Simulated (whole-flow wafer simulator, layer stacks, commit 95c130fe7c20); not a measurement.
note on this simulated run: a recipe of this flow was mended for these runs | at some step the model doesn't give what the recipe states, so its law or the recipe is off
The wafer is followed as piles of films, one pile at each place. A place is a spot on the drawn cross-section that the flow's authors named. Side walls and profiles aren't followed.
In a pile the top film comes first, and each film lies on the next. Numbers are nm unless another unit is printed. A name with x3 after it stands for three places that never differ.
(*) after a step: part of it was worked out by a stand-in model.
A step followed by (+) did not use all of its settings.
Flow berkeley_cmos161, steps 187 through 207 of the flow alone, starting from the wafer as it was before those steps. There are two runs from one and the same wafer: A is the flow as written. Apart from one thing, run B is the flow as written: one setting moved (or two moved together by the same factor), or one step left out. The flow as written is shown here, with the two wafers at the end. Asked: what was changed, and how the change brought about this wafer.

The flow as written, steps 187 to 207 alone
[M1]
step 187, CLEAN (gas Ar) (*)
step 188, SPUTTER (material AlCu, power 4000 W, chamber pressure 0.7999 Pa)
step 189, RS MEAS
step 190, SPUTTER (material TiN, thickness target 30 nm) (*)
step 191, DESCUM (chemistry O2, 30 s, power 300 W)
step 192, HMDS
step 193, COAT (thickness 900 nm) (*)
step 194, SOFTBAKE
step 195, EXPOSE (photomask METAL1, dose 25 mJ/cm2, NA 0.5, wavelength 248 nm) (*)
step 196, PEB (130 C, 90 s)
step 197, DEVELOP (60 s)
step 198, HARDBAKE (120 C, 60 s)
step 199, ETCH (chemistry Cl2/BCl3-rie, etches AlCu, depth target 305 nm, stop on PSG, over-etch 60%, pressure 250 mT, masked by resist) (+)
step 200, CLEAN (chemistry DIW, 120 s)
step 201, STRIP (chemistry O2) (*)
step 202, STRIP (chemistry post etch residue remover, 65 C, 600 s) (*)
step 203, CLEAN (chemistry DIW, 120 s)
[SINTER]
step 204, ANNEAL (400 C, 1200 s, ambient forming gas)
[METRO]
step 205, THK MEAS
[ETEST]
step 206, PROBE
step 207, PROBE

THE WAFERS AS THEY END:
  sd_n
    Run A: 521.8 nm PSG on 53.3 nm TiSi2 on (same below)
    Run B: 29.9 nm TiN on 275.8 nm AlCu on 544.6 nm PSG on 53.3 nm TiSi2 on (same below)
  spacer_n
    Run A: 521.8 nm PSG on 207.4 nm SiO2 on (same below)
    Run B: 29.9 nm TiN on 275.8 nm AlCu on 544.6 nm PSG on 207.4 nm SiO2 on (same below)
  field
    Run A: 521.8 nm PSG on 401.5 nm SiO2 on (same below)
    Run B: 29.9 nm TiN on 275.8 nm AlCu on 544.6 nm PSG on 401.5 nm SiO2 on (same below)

The reason: step 199, ETCH: chemistry Cl2/BCl3-rie, etches AlCu, depth target 305 nm, stop on PSG, over-etch 60%, pressure 250 mT, masked by resist (+), was not run.

Step by step, how the change led to this:
  step 201, STRIP (chemistry O2) (*)
      contact: A -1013 KrF-resist (all of it) | B -1257 KrF-resist (all of it)
      m1: A -537.5 KrF-resist (all of it) | B -781.5 KrF-resist (all of it)
If metal films that touch count as one body, sd_n has 1 body; the flow as written gives 0 bodies.
If metal films that touch count as one body, spacer_n has 1 body; the flow as written gives 0 bodies.
If metal films that touch count as one body, field has 1 body; the flow as written gives 0 bodies.
